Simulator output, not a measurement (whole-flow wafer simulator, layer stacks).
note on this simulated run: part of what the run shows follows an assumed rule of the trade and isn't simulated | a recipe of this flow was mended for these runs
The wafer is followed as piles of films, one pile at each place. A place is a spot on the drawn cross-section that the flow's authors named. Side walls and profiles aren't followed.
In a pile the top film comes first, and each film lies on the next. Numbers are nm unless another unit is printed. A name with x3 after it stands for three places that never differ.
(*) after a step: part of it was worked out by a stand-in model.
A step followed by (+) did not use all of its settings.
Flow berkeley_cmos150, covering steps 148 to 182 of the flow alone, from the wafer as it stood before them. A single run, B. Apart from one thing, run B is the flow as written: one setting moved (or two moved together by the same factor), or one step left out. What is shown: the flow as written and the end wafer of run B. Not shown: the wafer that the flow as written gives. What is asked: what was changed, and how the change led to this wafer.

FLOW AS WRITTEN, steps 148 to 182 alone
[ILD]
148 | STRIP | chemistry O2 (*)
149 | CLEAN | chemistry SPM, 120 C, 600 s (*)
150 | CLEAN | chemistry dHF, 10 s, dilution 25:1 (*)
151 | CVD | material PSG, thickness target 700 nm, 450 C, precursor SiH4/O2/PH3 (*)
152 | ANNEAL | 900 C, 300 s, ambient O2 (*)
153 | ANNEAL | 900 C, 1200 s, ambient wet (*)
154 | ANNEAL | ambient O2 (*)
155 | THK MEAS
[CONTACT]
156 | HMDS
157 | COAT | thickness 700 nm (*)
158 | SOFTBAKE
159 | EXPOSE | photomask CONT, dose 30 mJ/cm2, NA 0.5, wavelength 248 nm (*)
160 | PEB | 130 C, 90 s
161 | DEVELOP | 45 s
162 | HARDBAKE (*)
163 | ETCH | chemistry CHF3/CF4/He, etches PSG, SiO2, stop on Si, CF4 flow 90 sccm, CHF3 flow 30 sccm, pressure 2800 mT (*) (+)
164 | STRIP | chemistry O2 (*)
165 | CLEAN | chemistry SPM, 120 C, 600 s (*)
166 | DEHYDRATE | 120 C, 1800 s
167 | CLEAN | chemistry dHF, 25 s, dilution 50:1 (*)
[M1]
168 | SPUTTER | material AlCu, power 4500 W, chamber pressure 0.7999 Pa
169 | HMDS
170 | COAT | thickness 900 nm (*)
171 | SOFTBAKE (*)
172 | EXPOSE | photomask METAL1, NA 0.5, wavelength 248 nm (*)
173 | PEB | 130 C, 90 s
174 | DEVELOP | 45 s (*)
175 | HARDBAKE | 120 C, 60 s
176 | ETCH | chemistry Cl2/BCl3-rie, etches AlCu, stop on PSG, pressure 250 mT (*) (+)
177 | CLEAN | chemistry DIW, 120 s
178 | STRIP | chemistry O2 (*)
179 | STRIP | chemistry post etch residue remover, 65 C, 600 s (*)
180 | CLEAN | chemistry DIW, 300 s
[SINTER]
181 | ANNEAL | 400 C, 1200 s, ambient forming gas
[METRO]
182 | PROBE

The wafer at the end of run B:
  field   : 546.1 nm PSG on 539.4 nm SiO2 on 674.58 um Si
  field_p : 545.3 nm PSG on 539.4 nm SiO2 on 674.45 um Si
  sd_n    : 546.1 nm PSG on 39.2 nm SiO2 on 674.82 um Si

The reason: step 151, CVD: thickness target 637 nm was run, whereas the flow has thickness target 700 nm.

How this came from the change, step by step:
  151 | CVD | material PSG, thickness target 700 nm, 450 C, precursor SiH4/O2/PH3 (*)
      field, field_p, sd_n, gate_n, gate_p, contact, m1: PSG gains 637 (new film) (in the flow as written it would be: PSG gains 700 (new film))
      sd_p: PSG gains 583.6 (new film) (in the flow as written it would be: PSG gains 639.5 (new film))
  153 | ANNEAL | 900 C, 1200 s, ambient wet (*)
      sd_n, contact, m1: PSG loses 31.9, SiO2 gains 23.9, Si loses 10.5 (in the flow as written it would be: PSG loses 35, SiO2 gains 22.8, Si loses 10)
      field, field_p: PSG loses 31.9, SiO2 gains 16.8, Si loses 7.4 (in the flow as written it would be: PSG loses 35, SiO2 gains 16.3, Si loses 7.15)
      (as well as at 3 more places)
  163 | ETCH | chemistry CHF3/CF4/He, etches PSG, SiO2, stop on Si, CF4 flow 90 sccm, CHF3 flow 30 sccm, pressure 2800 mT (*) (+)
      field, field_p, sd_n, gate_n, sd_p, gate_p, m1: KrF-resist loses 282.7 (in the flow as written it would be: KrF-resist loses 303.7)
      contact: PSG loses 605.1 (all of it), SiO2 loses 39.2 (all of it), Si loses 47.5 (in the flow as written it would be: PSG loses 665 (all of it), SiO2 loses 38.1 (all of it), Si loses 47.5)
  164 | STRIP | chemistry O2 (*)
      field: KrF-resist loses 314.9 (all of it) (in the flow as written it would be: KrF-resist loses 294.5 (all of it))
      field_p: KrF-resist loses 416.6 (all of it) (in the flow as written it would be: KrF-resist loses 397.1 (all of it))
      (as well as at 4 more places)
  168 | SPUTTER | material AlCu, power 4500 W, chamber pressure 0.7999 Pa
      contact: AlCu gains 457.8 (new film) (in the flow as written it would be: AlCu gains 443.6 (new film))
  170 | COAT | thickness 900 nm (*)
      contact: thick-KrF-resist gains 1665 (new film) (in the flow as written it would be: thick-KrF-resist gains 1720.1 (new film))
  175 | HARDBAKE | 120 C, 60 s
      contact: thick-KrF-resist loses 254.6 (in the flow as written it would be: thick-KrF-resist loses 263.1)
  178 | STRIP | chemistry O2 (*)
      contact: thick-KrF-resist loses 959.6 (all of it) (in the flow as written it would be: thick-KrF-resist loses 1006.2 (all of it))
